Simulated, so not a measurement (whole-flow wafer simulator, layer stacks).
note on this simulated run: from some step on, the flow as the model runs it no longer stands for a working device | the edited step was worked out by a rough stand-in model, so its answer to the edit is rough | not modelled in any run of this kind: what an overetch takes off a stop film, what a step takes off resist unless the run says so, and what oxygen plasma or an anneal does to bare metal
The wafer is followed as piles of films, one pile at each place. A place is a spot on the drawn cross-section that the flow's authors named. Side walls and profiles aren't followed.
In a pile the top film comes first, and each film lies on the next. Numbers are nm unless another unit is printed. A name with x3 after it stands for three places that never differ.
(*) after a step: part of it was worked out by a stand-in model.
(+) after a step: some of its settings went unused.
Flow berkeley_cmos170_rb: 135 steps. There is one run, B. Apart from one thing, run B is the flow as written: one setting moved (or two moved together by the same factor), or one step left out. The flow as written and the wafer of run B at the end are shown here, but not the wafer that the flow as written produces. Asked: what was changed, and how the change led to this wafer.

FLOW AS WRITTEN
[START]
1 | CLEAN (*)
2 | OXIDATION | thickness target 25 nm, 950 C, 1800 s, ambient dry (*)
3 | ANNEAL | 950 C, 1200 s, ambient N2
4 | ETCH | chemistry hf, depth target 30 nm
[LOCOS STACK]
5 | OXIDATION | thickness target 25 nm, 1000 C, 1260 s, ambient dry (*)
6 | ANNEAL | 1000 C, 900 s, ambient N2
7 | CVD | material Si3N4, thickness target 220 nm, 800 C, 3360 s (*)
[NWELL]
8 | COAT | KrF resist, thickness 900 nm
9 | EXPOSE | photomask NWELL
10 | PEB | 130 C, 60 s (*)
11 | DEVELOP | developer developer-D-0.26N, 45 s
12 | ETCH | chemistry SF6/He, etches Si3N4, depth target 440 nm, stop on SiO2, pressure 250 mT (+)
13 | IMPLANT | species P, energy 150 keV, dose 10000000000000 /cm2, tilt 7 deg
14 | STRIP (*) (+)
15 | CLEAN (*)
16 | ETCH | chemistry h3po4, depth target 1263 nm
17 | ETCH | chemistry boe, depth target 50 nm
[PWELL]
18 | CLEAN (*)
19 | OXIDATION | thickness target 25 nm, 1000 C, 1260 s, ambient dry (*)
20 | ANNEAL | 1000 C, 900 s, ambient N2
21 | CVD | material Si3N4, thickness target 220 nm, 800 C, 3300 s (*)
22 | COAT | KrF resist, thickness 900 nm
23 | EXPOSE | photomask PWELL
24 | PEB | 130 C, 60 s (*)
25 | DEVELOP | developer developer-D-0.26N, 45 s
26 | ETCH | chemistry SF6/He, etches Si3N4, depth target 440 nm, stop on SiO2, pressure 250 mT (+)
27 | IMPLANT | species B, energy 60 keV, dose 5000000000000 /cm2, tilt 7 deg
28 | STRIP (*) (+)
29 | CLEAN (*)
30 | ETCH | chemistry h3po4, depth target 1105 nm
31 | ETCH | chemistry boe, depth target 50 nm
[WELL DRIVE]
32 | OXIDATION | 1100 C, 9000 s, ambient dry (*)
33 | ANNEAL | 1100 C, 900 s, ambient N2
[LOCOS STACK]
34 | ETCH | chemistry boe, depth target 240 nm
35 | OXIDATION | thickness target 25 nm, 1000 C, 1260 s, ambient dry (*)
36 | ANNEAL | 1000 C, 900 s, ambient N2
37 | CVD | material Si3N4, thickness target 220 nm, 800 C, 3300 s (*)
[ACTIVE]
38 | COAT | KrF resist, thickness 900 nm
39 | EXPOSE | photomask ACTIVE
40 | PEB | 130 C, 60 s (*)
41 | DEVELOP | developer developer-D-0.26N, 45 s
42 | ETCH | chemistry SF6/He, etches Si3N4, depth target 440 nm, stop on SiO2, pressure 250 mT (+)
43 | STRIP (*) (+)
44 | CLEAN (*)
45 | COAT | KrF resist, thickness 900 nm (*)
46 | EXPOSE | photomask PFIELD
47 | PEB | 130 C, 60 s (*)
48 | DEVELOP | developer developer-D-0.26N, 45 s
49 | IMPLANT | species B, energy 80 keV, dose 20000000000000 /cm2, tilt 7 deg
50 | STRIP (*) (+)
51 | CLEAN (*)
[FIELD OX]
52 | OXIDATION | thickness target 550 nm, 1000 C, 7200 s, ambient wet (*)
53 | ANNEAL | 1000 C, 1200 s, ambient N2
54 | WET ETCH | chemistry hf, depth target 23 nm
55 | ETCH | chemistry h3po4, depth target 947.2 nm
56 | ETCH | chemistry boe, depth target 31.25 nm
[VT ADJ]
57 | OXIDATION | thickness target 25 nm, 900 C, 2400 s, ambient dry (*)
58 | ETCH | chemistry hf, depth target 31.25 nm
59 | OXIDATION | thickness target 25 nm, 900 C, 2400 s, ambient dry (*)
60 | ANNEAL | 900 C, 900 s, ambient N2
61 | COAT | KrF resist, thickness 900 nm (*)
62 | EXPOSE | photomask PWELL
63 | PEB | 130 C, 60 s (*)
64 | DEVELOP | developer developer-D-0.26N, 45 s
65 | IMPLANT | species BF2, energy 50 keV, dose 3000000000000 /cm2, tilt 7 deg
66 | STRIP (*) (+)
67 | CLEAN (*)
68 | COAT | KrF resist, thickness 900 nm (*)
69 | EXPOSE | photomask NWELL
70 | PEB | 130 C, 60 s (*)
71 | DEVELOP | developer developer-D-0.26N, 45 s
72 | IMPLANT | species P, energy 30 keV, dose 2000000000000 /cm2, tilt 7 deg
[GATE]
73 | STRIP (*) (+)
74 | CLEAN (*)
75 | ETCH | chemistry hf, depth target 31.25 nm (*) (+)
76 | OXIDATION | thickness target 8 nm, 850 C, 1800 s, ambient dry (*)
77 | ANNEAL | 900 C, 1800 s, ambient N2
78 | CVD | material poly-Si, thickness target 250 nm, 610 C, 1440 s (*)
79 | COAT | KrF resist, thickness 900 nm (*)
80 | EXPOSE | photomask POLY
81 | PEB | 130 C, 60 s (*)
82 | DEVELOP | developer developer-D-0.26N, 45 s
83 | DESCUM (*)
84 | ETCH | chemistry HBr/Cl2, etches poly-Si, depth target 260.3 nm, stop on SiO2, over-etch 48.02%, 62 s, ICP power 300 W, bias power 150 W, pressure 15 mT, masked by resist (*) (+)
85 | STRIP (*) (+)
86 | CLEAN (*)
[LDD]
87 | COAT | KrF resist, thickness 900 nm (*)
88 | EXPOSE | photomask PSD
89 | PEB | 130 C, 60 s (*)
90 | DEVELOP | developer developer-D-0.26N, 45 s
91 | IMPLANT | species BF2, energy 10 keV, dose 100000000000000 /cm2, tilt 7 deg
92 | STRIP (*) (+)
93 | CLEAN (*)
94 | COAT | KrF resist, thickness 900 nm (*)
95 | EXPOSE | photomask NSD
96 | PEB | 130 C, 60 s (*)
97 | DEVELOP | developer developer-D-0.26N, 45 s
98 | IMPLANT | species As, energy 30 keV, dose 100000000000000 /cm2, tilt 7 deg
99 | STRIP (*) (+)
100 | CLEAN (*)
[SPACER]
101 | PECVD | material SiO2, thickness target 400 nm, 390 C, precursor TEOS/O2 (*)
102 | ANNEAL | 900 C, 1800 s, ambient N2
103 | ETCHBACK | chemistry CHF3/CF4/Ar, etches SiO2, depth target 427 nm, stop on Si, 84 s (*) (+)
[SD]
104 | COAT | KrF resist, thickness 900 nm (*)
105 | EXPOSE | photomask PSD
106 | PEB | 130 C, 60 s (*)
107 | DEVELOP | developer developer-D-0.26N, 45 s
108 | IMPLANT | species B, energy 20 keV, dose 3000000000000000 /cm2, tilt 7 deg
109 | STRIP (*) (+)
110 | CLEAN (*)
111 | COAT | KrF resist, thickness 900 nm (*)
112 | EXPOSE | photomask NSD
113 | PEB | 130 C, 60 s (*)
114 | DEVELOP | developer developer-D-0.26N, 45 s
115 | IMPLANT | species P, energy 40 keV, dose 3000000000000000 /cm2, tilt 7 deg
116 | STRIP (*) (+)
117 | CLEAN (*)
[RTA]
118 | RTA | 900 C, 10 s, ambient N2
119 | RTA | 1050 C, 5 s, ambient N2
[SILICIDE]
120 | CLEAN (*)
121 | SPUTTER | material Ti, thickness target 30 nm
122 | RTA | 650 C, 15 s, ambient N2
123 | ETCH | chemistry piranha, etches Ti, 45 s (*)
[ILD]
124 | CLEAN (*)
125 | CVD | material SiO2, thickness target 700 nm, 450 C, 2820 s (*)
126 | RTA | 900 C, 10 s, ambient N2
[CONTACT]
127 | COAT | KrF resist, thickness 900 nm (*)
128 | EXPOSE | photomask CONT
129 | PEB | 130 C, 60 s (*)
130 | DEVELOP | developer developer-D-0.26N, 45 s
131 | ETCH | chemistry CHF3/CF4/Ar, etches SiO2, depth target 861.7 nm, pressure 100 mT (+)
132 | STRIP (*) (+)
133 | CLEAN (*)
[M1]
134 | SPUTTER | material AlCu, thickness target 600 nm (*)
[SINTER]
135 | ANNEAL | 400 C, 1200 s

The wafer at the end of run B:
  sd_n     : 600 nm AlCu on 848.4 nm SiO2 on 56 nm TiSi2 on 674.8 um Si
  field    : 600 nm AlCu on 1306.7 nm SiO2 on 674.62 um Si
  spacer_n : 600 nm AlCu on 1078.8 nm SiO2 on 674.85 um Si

The reason: step 125, CVD: thickness target 848.4 nm was run, though the flow has thickness target 700 nm; step 125, CVD: 3418 s was run, where the flow has 2820 s.
The wafer lets one read it off: sd_n has SiO2 848.4, and step 125 as written asks for 700 nm.

The path from the change to this, step by step:
  125 | CVD | material SiO2, thickness target 700 nm, 450 C, 2820 s (*)
      sd_n, gate, sd_p, gate_p, contact, m1: SiO2 gains 848.4 (new film) (as written it would have been: SiO2 gains 700 (new film))
      field, spacer_n, spacer_p: SiO2 gains 848.4 (as written it would have been: SiO2 gains 700)
  131 | ETCH | chemistry CHF3/CF4/Ar, etches SiO2, depth target 861.7 nm, pressure 100 mT (+)
      contact: SiO2 loses 848.4 (all of it), TiSi2 loses 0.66 (as written it would have been: SiO2 loses 700 (all of it), TiSi2 loses 8.08)
  134 | SPUTTER | material AlCu, thickness target 600 nm (*)
      contact: AlCu gains 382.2 (new film) (as written it would have been: AlCu gains 415.1 (new film))
